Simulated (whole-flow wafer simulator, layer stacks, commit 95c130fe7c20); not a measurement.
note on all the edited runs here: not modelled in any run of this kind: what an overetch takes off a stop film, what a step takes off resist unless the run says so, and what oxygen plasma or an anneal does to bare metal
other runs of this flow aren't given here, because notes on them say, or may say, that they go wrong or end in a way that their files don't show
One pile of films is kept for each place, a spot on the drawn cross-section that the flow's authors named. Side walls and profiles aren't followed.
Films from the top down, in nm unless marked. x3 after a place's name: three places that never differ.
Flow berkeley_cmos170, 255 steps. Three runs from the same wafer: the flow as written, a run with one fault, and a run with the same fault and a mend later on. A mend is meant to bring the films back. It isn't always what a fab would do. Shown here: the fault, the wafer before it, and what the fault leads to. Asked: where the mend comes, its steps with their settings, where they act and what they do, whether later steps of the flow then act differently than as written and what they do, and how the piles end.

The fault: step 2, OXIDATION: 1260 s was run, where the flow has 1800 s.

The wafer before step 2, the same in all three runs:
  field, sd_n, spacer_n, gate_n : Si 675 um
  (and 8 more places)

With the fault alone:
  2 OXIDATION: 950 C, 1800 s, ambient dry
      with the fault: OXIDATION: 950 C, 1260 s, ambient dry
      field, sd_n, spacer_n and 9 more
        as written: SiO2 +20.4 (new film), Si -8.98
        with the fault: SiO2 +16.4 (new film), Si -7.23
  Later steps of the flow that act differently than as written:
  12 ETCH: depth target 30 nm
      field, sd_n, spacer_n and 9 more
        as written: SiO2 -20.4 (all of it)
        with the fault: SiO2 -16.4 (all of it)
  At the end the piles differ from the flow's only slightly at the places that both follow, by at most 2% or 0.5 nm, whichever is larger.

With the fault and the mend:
  The mend comes after step 2.
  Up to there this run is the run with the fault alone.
  2a OXIDATION: 950 C, 540 s, ambient dry (the flow's step 2 once more, with other settings)
      field, sd_n, spacer_n and 9 more
        SiO2 +3.99, Si -1.76
  No later step of the flow acts differently than as written at any place that is followed.
  At the end the piles are the same as the flow's at every place that both follow.
